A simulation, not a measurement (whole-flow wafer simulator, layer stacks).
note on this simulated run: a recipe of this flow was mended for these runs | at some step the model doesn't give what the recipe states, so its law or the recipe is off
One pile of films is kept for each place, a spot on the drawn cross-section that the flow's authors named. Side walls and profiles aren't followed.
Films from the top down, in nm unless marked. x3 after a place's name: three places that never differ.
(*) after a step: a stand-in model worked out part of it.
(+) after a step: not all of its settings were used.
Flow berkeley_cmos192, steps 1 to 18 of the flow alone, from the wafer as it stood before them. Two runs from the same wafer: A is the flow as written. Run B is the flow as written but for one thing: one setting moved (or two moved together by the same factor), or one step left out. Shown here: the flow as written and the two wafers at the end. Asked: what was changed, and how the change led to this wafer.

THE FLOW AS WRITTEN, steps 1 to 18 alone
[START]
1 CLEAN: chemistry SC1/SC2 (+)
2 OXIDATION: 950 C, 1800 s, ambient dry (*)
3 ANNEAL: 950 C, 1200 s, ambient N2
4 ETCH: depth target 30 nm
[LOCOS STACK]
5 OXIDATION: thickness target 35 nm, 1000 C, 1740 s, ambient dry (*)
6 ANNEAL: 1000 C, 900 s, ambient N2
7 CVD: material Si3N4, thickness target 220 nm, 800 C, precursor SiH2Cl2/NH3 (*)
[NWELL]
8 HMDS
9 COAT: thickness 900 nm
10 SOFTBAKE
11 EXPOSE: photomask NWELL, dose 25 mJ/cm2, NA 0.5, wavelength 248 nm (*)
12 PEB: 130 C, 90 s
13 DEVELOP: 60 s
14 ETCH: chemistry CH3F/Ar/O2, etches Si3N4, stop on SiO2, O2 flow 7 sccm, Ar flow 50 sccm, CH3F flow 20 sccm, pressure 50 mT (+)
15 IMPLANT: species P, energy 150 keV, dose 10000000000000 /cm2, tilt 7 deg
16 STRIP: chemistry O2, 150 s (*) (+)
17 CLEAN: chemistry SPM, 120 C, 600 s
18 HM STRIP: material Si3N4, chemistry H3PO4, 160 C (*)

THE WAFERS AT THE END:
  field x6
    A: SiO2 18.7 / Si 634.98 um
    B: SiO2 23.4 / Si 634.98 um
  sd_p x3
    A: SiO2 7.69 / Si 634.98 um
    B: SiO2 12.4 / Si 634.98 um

The cause: step 4, ETCH: depth target 6 nm was run, where the flow has depth target 30 nm.

How the change led to this, step by step:
  4 ETCH: depth target 30 nm
      field x6, sd_p x3: A SiO2 -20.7 (all of it) | B SiO2 -6
  5 OXIDATION: thickness target 35 nm, 1000 C, 1740 s, ambient dry (*)
      field x6, sd_p x3: A SiO2 +31.6 (new film), Si -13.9 | B SiO2 +21.6, Si -9.51
